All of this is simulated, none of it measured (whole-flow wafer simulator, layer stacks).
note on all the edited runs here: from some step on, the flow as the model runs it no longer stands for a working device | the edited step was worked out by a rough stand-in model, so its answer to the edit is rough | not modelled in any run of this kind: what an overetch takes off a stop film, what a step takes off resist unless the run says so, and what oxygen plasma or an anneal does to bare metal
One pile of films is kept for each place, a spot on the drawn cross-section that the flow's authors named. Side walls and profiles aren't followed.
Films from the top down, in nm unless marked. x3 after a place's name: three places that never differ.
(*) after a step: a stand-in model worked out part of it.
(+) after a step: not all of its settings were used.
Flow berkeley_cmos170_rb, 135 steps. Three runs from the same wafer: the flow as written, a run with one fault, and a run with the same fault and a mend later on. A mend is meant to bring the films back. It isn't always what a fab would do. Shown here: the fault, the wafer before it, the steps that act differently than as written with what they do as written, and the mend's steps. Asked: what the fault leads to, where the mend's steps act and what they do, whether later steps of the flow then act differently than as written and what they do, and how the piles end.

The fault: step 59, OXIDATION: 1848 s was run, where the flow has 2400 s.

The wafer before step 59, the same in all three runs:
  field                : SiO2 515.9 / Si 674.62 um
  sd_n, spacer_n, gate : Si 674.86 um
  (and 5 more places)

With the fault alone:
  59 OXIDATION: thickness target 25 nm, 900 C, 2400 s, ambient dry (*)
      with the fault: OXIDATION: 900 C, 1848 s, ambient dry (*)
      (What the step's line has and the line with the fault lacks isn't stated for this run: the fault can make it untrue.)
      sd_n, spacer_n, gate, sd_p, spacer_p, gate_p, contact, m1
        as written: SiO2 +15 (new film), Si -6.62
        with the fault: SiO2 +12.7 (new film), Si -5.61
  Later steps of the flow that act differently than as written (30 more steps differ only slightly, by at most 2% or 0.5 nm, whichever is larger, and aren't shown):
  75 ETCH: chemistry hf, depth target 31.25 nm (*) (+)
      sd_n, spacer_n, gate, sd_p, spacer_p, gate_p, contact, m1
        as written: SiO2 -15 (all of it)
        with the fault: SiO2 -12.7 (all of it)
  At the end the piles differ from the flow's only slightly at the places that both follow, by at most 2% or 0.5 nm, whichever is larger.

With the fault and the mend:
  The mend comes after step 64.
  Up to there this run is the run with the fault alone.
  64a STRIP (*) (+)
      sd_p
        KrF resist -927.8 (all of it)
      spacer_p
        KrF resist -911.1 (all of it)
      gate_p
        KrF resist -910.2 (all of it)
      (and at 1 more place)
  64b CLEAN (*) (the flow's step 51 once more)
      changes no film at any place that is followed
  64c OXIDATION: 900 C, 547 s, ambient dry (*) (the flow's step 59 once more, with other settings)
      sd_n, spacer_n, gate, sd_p, spacer_p, gate_p, contact, m1
        SiO2 +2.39, Si -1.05
      field
        SiO2 +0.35, Si -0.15
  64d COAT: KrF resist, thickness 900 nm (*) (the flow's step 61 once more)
      field
        KrF resist +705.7 (new film)
      sd_n
        KrF resist +957.4 (new film)
      spacer_n
        KrF resist +924.9 (new film)
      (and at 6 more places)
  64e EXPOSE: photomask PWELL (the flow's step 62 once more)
      changes no film at any place that is followed
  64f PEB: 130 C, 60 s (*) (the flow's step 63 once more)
      changes no film at any place that is followed
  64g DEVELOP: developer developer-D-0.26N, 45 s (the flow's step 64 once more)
      sd_p, spacer_p, gate_p, m1
        KrF resist -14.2
      field
        KrF resist -705.7 (all of it)
      sd_n
        KrF resist -957.4 (all of it)
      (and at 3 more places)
  No later step of the flow acts differently than as written, at any place that is followed, by more than 2% or 0.5 nm, whichever is larger.
  At the end the piles differ from the flow's only slightly at the places that both follow, by at most 2% or 0.5 nm, whichever is larger.
